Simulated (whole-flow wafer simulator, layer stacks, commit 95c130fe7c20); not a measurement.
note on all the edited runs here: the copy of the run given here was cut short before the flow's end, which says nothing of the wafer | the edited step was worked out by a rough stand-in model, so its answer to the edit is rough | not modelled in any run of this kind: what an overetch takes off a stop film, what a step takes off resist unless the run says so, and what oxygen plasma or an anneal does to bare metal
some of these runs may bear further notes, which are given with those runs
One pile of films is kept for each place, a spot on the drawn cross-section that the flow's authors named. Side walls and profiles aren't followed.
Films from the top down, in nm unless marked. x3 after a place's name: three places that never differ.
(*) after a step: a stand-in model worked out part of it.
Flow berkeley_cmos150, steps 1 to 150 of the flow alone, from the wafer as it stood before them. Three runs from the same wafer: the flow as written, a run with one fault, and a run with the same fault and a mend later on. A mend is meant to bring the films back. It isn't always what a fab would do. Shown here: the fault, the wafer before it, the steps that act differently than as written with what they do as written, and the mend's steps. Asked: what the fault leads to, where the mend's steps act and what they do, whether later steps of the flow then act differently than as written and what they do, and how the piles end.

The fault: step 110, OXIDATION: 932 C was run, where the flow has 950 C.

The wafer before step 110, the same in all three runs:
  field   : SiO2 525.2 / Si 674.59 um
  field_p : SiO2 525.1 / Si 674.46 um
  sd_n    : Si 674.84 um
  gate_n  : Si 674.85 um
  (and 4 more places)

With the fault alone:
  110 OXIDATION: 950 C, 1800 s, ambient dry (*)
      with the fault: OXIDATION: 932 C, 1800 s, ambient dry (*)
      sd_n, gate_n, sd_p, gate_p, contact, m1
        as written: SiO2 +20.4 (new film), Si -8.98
        with the fault: SiO2 +16.8 (new film), Si -7.41
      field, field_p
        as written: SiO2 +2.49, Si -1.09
        with the fault: SiO2 +1.99, Si -0.88
  No later step of the flow acts differently than as written, at any place that is followed, by more than 2% or 0.5 nm, whichever is larger.
  At the end the piles differ from the flow's by more than 2% or 0.5 nm, whichever is larger, at sd_n, gate_n, sd_p, gate_p, contact, m1.
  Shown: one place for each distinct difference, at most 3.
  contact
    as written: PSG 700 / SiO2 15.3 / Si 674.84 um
    with the fault: PSG 700 / SiO2 11.7 / Si 674.84 um
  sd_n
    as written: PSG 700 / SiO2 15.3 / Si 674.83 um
    with the fault: PSG 700 / SiO2 11.7 / Si 674.83 um
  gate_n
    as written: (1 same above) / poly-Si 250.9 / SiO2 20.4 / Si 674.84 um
    with the fault: (1 same above) / poly-Si 250.9 / SiO2 16.8 / Si 674.84 um

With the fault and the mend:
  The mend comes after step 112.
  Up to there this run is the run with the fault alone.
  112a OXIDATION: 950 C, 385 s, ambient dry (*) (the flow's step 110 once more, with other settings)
      sd_n, gate_n, sd_p, gate_p, contact, m1
        SiO2 +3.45, Si -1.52
      field, field_p
        SiO2 +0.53, Si -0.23
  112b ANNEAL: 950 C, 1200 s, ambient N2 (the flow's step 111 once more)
      changes no film at any place that is followed
  No later step of the flow acts differently than as written, at any place that is followed, by more than 2% or 0.5 nm, whichever is larger.
  At the end the piles differ from the flow's only slightly at the places that both follow, by at most 2% or 0.5 nm, whichever is larger.
